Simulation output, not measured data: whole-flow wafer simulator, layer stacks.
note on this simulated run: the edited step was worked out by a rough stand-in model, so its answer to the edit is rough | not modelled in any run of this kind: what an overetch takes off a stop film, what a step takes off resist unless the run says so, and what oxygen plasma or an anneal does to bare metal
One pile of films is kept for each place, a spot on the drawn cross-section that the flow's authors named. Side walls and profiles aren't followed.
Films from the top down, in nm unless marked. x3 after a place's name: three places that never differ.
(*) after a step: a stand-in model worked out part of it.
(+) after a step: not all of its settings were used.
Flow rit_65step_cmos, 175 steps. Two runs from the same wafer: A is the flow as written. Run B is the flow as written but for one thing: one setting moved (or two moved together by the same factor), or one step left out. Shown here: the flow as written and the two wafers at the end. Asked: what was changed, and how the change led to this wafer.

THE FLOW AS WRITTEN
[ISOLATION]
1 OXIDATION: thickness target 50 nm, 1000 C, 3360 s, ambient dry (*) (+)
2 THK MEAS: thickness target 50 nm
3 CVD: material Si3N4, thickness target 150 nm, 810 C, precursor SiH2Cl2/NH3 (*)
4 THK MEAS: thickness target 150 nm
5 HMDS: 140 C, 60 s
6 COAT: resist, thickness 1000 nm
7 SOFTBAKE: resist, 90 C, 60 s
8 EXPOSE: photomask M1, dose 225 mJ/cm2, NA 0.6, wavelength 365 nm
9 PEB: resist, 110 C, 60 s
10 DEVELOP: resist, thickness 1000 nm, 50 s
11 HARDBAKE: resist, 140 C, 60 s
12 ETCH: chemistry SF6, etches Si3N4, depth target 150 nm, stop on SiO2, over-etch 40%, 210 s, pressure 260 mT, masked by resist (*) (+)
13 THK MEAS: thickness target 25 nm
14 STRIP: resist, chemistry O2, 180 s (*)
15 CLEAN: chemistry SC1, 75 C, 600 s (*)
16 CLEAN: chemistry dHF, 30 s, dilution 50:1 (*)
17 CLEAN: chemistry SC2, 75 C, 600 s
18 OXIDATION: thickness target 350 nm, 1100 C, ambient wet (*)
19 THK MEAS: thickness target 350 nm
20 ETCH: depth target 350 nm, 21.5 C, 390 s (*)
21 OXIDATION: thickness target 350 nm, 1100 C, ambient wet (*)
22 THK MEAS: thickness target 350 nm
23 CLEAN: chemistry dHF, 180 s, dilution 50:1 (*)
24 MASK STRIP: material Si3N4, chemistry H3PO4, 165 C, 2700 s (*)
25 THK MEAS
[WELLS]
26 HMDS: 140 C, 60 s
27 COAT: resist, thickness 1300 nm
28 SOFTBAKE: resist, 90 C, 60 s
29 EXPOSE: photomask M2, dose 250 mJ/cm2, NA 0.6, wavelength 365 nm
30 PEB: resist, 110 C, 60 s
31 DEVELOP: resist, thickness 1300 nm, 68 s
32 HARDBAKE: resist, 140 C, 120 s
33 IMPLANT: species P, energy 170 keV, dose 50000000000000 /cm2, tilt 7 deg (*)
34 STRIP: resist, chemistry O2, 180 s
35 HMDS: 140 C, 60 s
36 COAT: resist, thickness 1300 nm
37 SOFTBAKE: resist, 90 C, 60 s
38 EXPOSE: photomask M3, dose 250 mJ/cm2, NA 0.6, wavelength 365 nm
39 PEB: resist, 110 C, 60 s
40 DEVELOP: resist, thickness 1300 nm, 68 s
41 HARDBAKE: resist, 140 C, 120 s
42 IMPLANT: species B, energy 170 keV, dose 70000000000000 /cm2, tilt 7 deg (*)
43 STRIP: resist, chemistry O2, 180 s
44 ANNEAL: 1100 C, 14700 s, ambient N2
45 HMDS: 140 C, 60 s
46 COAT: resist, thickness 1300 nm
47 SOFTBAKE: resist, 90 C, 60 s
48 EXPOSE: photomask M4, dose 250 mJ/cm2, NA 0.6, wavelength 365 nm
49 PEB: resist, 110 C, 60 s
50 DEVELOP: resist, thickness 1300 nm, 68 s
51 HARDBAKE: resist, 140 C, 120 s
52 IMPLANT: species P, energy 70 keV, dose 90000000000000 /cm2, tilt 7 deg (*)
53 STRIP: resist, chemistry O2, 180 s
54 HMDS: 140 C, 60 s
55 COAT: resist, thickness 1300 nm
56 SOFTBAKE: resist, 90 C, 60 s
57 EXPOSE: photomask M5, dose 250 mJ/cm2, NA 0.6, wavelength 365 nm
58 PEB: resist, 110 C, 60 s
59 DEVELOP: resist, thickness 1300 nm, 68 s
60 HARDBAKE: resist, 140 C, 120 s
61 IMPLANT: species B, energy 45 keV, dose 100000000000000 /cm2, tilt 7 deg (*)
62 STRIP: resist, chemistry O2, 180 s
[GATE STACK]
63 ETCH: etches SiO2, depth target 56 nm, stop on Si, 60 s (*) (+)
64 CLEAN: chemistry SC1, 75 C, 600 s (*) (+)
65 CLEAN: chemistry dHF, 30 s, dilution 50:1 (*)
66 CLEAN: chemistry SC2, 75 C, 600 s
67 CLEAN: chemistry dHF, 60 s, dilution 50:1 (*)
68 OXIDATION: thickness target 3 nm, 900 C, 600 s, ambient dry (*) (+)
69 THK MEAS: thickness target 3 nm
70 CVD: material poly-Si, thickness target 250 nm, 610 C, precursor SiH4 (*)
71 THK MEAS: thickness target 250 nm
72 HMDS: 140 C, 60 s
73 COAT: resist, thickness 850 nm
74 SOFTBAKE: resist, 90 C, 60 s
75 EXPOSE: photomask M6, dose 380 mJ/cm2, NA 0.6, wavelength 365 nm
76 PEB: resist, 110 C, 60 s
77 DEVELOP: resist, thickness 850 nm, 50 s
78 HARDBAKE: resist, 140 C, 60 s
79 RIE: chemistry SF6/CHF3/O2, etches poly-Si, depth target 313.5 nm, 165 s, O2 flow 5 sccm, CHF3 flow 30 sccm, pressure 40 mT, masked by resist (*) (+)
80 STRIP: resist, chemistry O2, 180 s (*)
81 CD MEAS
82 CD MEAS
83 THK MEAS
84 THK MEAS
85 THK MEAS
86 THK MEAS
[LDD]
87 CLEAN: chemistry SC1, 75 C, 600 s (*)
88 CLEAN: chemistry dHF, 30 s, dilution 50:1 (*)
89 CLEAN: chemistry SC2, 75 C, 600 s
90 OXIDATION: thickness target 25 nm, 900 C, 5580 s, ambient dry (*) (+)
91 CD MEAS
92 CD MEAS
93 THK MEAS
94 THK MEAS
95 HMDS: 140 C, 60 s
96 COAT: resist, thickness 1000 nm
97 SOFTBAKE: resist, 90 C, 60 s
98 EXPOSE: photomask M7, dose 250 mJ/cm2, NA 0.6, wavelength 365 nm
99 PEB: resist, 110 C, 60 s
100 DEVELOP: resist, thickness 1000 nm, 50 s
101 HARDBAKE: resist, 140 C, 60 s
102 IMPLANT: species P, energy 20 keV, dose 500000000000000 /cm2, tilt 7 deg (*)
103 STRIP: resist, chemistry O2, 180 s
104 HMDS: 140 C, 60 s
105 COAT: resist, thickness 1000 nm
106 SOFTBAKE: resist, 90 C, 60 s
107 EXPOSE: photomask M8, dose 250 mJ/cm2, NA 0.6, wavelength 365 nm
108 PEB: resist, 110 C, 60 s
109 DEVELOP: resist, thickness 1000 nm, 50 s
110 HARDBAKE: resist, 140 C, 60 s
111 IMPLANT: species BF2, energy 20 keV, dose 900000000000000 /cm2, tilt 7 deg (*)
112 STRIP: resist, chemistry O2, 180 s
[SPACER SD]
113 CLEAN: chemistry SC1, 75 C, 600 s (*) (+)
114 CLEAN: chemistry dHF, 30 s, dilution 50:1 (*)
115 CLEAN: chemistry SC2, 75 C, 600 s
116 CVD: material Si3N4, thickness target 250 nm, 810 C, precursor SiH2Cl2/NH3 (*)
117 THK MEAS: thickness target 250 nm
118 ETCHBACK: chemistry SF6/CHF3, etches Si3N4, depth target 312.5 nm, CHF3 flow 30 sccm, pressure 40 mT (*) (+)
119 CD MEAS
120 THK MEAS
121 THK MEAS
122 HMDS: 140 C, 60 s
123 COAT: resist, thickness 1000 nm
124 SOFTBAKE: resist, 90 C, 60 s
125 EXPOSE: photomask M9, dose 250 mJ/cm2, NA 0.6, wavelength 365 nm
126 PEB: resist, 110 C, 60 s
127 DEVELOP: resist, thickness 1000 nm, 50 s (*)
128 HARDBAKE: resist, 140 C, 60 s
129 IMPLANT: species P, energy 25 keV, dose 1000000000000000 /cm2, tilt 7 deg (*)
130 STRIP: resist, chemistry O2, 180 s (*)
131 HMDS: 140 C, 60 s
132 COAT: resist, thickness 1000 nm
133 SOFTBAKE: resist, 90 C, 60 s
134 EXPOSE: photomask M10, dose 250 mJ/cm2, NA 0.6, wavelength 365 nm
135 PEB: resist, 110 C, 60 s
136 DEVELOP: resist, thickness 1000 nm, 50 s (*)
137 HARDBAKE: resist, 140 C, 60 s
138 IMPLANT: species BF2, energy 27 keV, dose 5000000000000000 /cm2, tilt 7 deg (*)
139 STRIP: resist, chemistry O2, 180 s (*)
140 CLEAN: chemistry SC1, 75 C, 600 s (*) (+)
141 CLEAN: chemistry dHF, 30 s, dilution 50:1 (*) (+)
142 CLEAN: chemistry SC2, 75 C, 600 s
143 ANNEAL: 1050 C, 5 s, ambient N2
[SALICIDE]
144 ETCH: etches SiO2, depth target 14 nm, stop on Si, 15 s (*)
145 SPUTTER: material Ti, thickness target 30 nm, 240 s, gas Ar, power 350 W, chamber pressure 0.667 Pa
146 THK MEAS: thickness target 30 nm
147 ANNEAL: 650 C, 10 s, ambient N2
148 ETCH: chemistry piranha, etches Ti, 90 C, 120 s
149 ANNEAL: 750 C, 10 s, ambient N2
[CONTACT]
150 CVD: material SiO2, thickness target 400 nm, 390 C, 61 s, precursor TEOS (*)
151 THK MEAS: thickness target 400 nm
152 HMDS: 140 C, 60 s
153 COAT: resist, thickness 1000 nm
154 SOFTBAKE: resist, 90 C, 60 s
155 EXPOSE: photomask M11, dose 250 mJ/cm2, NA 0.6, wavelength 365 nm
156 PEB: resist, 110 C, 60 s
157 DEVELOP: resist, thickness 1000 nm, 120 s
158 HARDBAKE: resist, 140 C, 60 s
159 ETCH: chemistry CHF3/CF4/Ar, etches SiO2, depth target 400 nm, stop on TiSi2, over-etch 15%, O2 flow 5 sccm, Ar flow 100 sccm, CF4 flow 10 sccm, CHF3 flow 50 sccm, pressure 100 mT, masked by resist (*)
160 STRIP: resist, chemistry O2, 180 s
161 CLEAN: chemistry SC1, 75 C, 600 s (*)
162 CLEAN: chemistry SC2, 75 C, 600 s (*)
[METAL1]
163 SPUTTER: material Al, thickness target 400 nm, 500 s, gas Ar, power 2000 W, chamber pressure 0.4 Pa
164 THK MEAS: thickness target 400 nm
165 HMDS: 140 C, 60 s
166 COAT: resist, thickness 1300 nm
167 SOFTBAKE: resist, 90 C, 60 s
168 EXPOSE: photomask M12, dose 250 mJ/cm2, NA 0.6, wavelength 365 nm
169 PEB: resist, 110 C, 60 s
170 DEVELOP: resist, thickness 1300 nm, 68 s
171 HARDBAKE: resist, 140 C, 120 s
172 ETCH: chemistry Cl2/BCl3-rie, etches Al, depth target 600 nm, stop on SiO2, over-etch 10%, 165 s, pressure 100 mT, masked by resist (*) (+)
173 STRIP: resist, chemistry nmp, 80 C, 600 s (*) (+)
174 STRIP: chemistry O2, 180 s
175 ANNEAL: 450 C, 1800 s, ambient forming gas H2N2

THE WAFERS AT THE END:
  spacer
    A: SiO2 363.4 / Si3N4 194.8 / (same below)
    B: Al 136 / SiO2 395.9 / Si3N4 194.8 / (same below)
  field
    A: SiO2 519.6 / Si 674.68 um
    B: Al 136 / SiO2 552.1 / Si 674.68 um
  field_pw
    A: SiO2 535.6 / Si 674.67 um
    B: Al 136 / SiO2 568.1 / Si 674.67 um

The cause: step 172, ETCH: depth target 240 nm was run, where the flow has depth target 600 nm.

How the change led to this, step by step:
  172 ETCH: chemistry Cl2/BCl3-rie, etches Al, depth target 600 nm, stop on SiO2, over-etch 10%, 165 s, pressure 100 mT, masked by resist (*) (+)
      field, field_pw, field_p, spacer, spacer_p: A Al -400 (all of it), SiO2 -32.5 | B Al -264
      gate_n, gate_p: A Al -396 (all of it), SiO2 -33 | B Al -264
      (and at 1 more place)
Counting metal films that touch as one body, spacer has 1 body; the flow as written gives 0 bodies.
Counting metal films that touch as one body, field has 1 body; the flow as written gives 0 bodies.
Counting metal films that touch as one body, field_pw has 1 body; the flow as written gives 0 bodies.
